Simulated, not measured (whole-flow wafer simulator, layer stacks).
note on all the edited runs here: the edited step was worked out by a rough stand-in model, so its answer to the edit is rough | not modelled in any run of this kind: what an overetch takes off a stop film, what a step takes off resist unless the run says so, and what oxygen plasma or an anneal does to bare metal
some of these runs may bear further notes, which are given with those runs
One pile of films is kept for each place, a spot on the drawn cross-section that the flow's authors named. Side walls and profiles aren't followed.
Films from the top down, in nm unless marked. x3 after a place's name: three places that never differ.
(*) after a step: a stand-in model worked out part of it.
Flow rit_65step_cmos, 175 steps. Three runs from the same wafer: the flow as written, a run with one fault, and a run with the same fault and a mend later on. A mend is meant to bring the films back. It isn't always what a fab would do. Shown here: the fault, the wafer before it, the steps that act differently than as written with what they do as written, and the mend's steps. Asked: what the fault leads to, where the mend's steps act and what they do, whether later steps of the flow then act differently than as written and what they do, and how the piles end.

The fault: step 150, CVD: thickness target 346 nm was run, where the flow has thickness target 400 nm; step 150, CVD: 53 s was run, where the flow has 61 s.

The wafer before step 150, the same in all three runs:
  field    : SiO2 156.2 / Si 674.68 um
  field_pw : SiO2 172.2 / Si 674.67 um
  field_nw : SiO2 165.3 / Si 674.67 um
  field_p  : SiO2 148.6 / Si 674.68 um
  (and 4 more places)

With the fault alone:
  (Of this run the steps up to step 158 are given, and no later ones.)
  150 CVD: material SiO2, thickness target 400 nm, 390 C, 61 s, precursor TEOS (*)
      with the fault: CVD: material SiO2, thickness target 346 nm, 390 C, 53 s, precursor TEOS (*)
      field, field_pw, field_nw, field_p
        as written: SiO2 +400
        with the fault: SiO2 +346
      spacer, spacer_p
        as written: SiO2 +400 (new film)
        with the fault: SiO2 +346 (new film)
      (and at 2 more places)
  No later step of the flow up to step 158 acts differently than as written, at any place that is followed, by more than 2% or 0.5 nm, whichever is larger.
  After step 158 the piles differ from the flow's by more than 2% or 0.5 nm, whichever is larger, at field, field_pw, field_nw, field_p, gate_n, gate_p, spacer, spacer_p.
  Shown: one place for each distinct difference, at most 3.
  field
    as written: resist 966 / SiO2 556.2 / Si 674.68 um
    with the fault: resist 965.6 / SiO2 502.2 / Si 674.68 um
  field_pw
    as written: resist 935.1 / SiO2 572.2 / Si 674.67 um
    with the fault: resist 934.8 / SiO2 518.2 / Si 674.67 um
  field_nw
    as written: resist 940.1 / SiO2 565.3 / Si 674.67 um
    with the fault: resist 939.8 / SiO2 511.3 / Si 674.67 um

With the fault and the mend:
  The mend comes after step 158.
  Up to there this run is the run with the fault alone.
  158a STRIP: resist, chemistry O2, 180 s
      field
        resist -965.6 (all of it)
      field_pw
        resist -934.8 (all of it)
      field_nw
        resist -939.8 (all of it)
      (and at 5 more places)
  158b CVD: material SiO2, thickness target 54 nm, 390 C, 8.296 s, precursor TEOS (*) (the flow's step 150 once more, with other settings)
      field, field_pw, field_nw, field_p, spacer, spacer_p
        SiO2 +54
      gate_n, gate_p
        SiO2 +53.1
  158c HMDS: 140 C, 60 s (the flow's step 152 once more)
      changes no film at any place that is followed
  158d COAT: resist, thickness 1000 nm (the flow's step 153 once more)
      field
        resist +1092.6 (new film)
      field_pw
        resist +1057.4 (new film)
      field_nw
        resist +1063.2 (new film)
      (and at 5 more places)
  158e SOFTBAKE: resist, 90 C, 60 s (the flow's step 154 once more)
      changes no film at any place that is followed
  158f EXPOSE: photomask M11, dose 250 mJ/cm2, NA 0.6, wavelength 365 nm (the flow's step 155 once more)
      changes no film at any place that is followed
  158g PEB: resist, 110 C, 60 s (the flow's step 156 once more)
      gate_n, gate_p
        resist -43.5
      spacer, spacer_p
        resist -42.8
      field
        resist -57
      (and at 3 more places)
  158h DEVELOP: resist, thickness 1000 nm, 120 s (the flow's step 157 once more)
      field_pw
        resist -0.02
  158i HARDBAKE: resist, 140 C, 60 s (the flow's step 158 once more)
      spacer, spacer_p
        resist -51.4
      field
        resist -70.1
      field_pw
        resist -67.6
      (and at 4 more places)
  No later step of the flow acts differently than as written, at any place that is followed, by more than 2% or 0.5 nm, whichever is larger.
  At the end the piles differ from the flow's only slightly at the places that both follow, by at most 2% or 0.5 nm, whichever is larger.
